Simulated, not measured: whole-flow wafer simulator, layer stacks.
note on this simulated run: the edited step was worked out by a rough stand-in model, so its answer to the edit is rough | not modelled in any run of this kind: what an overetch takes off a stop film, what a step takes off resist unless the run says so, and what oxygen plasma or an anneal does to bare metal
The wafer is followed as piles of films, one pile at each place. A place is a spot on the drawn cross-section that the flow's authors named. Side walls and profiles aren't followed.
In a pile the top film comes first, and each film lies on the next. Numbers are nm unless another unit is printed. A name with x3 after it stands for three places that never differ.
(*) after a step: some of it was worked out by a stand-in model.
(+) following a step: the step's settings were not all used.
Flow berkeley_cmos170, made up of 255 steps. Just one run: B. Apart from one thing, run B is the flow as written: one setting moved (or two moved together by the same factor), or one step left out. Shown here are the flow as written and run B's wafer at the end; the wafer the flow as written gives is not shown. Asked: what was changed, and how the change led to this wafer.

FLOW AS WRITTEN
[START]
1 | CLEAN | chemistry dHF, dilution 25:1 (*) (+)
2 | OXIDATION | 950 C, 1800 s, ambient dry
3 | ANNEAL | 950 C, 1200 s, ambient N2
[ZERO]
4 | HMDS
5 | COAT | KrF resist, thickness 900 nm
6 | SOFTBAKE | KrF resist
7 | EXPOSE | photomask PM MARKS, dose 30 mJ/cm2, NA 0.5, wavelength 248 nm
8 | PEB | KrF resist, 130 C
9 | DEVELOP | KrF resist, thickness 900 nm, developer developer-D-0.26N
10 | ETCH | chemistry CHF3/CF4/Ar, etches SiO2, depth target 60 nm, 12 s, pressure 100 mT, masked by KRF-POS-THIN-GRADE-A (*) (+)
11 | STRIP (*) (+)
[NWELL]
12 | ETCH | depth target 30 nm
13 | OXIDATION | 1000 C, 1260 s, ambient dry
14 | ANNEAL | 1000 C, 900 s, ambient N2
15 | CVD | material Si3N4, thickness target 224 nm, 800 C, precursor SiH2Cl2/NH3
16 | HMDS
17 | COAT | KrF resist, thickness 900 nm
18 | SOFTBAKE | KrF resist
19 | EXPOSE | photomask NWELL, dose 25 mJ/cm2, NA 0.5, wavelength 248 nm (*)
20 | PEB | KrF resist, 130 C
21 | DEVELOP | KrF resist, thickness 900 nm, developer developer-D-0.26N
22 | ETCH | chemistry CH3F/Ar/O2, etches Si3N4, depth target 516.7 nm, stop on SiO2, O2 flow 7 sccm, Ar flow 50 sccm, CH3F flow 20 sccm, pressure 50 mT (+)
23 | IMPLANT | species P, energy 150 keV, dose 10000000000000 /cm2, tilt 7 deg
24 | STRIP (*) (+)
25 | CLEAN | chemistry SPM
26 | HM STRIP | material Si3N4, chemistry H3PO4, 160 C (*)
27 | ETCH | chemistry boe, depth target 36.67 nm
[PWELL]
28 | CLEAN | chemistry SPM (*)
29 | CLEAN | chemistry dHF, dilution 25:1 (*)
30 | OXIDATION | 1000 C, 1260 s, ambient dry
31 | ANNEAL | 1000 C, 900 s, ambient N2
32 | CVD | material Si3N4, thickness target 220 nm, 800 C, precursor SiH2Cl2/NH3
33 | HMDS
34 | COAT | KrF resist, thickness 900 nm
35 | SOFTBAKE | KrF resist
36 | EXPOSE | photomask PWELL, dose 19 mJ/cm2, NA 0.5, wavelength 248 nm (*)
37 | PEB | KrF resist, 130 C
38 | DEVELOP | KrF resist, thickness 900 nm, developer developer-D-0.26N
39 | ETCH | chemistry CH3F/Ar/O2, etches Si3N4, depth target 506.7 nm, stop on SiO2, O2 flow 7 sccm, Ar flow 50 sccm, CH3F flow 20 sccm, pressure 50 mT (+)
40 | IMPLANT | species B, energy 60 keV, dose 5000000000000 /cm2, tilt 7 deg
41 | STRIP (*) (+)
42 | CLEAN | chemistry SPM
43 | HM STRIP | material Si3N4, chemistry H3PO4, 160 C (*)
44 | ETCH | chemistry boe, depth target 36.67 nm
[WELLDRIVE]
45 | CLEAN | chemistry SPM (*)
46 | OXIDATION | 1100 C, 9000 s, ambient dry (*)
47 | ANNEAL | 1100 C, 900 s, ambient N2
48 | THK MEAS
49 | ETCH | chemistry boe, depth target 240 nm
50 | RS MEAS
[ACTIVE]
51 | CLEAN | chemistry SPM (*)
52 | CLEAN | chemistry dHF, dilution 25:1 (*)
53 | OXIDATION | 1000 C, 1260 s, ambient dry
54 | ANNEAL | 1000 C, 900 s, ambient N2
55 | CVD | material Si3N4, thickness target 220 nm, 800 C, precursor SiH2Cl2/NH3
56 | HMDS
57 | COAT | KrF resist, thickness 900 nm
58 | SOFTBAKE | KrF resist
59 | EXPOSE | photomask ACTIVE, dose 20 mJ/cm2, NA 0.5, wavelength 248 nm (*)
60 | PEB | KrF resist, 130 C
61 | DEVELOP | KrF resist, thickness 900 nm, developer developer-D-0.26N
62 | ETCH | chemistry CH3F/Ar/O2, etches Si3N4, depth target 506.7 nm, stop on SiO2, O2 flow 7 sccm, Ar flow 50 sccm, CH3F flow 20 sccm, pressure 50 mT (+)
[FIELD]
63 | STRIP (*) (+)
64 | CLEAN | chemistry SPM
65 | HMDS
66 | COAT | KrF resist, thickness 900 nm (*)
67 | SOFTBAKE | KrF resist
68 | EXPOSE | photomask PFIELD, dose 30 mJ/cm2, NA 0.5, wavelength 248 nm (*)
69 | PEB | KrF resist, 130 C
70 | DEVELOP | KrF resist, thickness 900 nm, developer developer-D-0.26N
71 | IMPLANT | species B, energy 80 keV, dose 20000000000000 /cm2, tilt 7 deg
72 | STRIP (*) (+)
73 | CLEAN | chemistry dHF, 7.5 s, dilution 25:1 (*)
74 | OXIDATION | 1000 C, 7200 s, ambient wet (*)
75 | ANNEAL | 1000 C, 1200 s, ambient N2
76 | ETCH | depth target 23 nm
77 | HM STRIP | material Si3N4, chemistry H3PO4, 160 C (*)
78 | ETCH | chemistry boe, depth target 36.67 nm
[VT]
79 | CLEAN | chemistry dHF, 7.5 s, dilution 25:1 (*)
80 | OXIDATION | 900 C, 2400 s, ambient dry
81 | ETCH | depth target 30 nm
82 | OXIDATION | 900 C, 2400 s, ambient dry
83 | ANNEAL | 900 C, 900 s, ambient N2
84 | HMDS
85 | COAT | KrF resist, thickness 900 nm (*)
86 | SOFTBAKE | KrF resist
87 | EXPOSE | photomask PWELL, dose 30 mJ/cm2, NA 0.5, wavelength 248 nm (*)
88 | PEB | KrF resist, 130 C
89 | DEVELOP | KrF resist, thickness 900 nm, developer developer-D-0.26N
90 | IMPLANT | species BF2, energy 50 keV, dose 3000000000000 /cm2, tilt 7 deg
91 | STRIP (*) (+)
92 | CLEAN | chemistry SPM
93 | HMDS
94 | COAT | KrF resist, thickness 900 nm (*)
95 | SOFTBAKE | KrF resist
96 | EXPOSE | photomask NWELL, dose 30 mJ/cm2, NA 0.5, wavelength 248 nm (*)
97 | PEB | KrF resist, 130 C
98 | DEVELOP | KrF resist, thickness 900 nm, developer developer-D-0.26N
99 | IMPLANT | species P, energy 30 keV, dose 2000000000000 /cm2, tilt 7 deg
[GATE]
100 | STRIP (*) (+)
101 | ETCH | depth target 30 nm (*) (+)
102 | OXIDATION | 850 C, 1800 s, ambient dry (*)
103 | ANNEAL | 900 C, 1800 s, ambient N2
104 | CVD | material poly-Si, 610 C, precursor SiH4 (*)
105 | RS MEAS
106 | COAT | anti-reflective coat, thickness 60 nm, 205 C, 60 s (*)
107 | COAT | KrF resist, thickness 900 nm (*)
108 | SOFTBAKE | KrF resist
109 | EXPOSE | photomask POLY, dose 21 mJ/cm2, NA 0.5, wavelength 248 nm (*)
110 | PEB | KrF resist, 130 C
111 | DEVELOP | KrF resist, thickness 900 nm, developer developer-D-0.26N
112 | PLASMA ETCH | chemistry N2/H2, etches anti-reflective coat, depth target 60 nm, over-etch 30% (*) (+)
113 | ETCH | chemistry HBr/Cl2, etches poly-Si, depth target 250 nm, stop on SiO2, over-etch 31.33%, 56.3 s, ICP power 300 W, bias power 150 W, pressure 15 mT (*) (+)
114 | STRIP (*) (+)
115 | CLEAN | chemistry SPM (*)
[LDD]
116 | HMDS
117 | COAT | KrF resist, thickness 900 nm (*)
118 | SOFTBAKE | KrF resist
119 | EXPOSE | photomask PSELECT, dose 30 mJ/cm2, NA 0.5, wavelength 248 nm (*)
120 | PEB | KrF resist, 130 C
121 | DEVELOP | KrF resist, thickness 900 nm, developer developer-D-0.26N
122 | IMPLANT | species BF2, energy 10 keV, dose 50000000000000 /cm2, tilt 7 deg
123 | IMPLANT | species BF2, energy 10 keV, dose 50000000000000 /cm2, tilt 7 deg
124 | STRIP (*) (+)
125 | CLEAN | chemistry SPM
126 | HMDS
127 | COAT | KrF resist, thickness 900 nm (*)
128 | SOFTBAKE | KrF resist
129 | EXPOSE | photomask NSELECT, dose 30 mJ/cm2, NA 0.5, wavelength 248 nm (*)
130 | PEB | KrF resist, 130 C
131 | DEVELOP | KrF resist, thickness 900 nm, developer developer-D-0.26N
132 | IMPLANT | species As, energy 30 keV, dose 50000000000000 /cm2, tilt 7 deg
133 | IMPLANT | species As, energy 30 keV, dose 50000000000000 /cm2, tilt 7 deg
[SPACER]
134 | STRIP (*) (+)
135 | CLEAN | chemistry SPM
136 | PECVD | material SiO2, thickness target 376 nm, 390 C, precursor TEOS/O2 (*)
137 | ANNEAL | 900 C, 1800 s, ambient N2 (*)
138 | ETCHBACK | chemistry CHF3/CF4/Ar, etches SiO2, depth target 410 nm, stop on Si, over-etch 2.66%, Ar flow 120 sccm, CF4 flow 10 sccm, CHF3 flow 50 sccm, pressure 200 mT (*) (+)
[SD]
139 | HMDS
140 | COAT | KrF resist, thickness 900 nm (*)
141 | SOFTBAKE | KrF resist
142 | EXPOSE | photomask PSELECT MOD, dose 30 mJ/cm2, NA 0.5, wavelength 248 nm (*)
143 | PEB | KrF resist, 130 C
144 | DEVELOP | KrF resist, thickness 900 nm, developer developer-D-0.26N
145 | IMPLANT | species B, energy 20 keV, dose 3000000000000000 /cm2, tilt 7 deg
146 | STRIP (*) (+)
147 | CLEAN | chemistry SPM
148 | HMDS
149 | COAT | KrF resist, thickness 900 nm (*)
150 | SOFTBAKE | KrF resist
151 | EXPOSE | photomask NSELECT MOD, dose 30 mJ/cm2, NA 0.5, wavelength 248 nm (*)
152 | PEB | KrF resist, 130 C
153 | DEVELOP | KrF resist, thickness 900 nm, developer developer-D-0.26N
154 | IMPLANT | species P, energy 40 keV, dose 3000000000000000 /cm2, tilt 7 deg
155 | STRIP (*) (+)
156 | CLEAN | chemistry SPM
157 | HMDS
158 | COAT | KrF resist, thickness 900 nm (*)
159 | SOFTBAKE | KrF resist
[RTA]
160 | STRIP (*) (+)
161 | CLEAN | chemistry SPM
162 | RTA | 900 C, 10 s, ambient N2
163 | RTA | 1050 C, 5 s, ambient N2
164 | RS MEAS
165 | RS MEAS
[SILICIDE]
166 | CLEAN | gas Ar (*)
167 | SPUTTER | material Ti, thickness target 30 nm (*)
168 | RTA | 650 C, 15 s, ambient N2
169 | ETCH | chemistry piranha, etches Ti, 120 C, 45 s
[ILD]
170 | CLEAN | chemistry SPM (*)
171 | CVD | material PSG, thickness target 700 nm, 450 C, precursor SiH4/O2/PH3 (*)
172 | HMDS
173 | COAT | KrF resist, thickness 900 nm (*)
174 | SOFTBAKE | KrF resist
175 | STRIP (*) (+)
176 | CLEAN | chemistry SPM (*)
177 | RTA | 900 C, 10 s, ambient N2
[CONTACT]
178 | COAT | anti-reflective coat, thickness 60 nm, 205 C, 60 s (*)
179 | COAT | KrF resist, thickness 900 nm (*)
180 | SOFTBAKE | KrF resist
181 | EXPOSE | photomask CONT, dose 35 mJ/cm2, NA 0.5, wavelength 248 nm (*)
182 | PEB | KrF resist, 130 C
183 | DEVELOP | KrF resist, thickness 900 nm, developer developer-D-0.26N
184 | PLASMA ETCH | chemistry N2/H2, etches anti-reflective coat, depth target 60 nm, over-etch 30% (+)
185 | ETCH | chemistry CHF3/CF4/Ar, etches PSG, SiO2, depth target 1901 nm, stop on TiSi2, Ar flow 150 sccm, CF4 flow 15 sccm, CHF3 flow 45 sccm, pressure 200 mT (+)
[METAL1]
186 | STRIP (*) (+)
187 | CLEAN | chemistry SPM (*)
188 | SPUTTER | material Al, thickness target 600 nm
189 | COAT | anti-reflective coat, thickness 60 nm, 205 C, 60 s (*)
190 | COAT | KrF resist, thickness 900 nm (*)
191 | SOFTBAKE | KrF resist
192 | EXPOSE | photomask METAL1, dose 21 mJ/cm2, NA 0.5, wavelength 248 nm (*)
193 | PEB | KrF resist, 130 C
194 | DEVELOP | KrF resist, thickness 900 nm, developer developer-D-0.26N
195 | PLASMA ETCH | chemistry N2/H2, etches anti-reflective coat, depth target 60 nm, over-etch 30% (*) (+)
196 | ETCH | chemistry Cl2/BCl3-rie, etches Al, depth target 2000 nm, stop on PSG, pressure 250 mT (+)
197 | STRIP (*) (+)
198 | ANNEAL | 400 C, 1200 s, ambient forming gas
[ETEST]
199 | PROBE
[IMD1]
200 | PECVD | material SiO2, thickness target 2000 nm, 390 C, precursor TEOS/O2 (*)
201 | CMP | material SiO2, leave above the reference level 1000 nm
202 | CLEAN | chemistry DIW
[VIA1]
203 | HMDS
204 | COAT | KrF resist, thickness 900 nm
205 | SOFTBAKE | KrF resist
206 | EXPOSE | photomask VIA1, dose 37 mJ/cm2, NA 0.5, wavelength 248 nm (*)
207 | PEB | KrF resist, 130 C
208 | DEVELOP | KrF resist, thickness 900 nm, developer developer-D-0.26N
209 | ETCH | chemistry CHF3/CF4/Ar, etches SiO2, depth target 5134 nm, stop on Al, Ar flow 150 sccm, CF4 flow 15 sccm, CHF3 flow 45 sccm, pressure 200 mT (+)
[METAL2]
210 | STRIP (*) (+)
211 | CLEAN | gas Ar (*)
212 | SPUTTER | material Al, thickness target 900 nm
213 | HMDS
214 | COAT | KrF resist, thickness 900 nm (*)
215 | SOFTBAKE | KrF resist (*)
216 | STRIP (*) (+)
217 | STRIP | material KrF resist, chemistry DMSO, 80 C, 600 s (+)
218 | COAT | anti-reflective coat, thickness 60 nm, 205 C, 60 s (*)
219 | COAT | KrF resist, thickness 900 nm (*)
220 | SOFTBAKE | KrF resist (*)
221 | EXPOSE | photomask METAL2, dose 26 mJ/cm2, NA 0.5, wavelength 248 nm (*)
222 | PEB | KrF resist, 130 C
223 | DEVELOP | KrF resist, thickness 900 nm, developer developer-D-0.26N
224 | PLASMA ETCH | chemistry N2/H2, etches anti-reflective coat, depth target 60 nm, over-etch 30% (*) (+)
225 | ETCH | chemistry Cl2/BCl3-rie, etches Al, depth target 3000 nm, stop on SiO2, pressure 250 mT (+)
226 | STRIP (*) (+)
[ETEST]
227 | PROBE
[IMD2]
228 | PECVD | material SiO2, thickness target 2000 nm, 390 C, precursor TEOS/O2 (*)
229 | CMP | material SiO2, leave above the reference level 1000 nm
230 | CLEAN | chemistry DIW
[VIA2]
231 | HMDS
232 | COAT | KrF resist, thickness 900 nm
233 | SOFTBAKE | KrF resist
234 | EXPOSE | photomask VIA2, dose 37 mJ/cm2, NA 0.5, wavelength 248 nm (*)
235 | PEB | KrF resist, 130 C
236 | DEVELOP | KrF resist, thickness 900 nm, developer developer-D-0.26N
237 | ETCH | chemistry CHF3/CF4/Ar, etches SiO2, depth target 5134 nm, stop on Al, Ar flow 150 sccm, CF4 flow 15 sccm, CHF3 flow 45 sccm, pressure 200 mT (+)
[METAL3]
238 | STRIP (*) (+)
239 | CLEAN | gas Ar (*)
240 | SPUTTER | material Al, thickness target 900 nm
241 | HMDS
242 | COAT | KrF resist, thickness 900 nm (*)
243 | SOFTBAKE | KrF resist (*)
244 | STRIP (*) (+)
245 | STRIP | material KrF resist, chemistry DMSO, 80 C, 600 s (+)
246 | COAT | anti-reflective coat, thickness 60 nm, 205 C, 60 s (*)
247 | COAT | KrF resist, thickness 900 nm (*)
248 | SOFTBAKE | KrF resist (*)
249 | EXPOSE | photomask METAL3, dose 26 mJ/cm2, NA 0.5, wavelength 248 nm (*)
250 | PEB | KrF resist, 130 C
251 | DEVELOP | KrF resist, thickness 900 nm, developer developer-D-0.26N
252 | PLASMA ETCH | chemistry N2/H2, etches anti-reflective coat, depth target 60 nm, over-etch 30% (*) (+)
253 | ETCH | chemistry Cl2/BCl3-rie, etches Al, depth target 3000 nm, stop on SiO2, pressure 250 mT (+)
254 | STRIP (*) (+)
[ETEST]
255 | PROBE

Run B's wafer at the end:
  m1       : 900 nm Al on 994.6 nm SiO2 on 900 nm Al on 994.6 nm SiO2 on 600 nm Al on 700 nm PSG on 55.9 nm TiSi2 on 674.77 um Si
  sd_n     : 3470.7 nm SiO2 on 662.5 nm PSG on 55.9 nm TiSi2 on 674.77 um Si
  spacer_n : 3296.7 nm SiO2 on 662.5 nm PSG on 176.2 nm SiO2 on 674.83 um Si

Cause: step 46, OXIDATION: 13500 s was run, though the flow has 9000 s.

The path from the change to this, step by step:
  46 | OXIDATION | 1100 C, 9000 s, ambient dry (*)
      field, sd_n, spacer_n and 9 more: SiO2 gains 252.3 (new film), chemical SiO2 loses 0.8 (all of it), Si loses 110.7 (as written it would have been: SiO2 gains 197.7 (new film), chemical SiO2 loses 0.8 (all of it), Si loses 86.6)
  49 | ETCH | chemistry boe, depth target 240 nm
      field, sd_n, spacer_n and 9 more: SiO2 loses 240 (as written it would have been: SiO2 loses 197.7 (all of it))
  51 | CLEAN | chemistry SPM (*)
      field, sd_n, spacer_n and 9 more: nothing (as written it would have been: chemical SiO2 gains 0.8 (new film), Si loses 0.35)
  52 | CLEAN | chemistry dHF, dilution 25:1 (*)
      field, sd_n, spacer_n and 9 more: SiO2 loses 12.3 (all of it) (as written it would have been: chemical SiO2 loses 0.8 (all of it))
